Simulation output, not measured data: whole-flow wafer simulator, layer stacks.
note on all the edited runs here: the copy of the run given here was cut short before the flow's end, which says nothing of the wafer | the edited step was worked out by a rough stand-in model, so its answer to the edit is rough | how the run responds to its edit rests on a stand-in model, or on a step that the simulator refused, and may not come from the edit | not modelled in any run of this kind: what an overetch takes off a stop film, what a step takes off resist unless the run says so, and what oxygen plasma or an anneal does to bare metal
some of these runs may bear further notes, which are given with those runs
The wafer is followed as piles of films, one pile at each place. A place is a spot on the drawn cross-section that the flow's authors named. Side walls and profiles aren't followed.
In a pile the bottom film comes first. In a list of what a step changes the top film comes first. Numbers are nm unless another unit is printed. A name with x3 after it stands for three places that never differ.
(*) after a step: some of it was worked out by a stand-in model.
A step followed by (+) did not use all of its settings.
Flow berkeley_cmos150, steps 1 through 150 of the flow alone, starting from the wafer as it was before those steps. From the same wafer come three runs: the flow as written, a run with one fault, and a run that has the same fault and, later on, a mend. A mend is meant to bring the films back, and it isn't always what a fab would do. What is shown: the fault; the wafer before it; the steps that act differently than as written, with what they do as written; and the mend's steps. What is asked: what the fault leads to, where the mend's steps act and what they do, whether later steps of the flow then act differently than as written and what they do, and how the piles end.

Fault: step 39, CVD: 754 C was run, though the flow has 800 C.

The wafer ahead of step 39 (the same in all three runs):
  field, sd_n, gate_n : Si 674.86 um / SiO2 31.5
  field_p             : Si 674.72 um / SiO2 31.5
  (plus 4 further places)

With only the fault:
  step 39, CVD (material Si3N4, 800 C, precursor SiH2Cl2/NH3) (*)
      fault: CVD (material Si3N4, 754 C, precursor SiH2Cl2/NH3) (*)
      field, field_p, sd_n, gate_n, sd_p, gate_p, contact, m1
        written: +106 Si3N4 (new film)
        fault: +57.9 Si3N4 (new film)
  Steps further on in the flow that do not act as written (31 more steps, not shown, differ only slightly: by at most 2% or 0.5 nm, whichever is larger):
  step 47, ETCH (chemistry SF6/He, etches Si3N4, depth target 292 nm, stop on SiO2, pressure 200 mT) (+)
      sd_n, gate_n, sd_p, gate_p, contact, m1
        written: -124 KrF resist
        fault: -71.7 KrF resist
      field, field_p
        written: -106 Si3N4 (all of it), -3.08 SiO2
        fault: -57.9 Si3N4 (all of it), -3.08 SiO2
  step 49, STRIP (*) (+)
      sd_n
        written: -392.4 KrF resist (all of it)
        fault: -444.7 KrF resist (all of it)
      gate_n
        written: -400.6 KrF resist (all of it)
        fault: -452.9 KrF resist (all of it)
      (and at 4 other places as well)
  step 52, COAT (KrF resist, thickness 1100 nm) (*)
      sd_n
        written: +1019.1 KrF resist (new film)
        fault: +1046.8 KrF resist (new film)
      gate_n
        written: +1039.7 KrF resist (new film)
        fault: +1061.8 KrF resist (new film)
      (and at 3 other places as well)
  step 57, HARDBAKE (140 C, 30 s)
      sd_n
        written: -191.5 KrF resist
        fault: -196.6 KrF resist
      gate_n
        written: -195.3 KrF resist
        fault: -199.3 KrF resist
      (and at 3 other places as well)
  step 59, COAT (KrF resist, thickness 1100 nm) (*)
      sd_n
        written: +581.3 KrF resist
        fault: +594.1 KrF resist
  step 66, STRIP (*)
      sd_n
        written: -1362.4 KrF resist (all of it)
        fault: -1397.2 KrF resist (all of it)
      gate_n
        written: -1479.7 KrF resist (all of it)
        fault: -1510.8 KrF resist (all of it)
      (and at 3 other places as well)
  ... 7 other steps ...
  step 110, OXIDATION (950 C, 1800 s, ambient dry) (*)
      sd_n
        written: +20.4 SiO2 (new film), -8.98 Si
        fault: +12 SiO2, -5.27 Si
  The piles end different from the flow's at sd_n by more than 2% or 0.5 nm, whichever is larger.
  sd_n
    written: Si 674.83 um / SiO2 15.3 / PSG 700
    fault: Si 674.82 um / SiO2 32.9 / PSG 700

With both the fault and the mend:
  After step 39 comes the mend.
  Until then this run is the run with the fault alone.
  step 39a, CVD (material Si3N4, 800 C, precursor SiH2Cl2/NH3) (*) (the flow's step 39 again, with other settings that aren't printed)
      field, field_p, sd_n, gate_n, sd_p, gate_p, contact, m1
        +48.1 Si3N4
  None of the later steps of the flow acts differently than as written at any place that is followed.
  The piles end the same as the flow's at every place that both follow.
